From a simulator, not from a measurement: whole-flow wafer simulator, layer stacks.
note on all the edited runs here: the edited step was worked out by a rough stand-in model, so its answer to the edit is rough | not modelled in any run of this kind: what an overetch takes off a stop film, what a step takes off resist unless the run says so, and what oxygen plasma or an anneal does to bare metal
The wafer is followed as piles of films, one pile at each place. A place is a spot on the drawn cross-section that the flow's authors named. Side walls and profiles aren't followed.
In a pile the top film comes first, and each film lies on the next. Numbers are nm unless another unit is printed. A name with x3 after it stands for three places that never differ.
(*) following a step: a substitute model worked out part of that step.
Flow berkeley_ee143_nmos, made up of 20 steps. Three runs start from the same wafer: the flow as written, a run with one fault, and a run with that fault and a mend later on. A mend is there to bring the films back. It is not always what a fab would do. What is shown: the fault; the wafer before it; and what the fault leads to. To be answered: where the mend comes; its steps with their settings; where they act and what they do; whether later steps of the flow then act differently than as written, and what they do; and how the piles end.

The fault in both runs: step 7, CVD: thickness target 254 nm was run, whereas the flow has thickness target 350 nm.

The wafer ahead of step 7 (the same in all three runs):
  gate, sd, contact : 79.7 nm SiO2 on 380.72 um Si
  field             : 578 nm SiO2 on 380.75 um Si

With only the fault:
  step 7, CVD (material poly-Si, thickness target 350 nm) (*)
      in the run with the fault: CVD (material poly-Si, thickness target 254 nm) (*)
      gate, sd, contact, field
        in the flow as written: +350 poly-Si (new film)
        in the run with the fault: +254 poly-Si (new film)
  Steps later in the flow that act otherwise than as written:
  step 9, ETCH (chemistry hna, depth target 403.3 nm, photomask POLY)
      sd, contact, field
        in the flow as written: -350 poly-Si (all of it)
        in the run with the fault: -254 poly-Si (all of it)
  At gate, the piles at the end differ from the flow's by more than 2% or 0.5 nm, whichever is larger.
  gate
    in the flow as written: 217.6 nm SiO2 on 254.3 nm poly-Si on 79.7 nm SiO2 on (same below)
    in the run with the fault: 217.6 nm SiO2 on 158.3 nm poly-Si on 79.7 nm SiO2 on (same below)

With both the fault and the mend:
  The mend follows step 7.
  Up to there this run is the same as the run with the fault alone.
  step 7a, CVD (material poly-Si, thickness target 96 nm) (*) (a further turn of the flow's step 7, with different settings)
      gate, sd, contact, field
        +96 poly-Si
  Every later step of the flow that is run acts as written, at every place that is followed, to within 2% or 0.5 nm, whichever is larger.
  When the end is reached, the piles differ only a little from the flow's at the places that both follow, at most by 2% or 0.5 nm, whichever is larger.
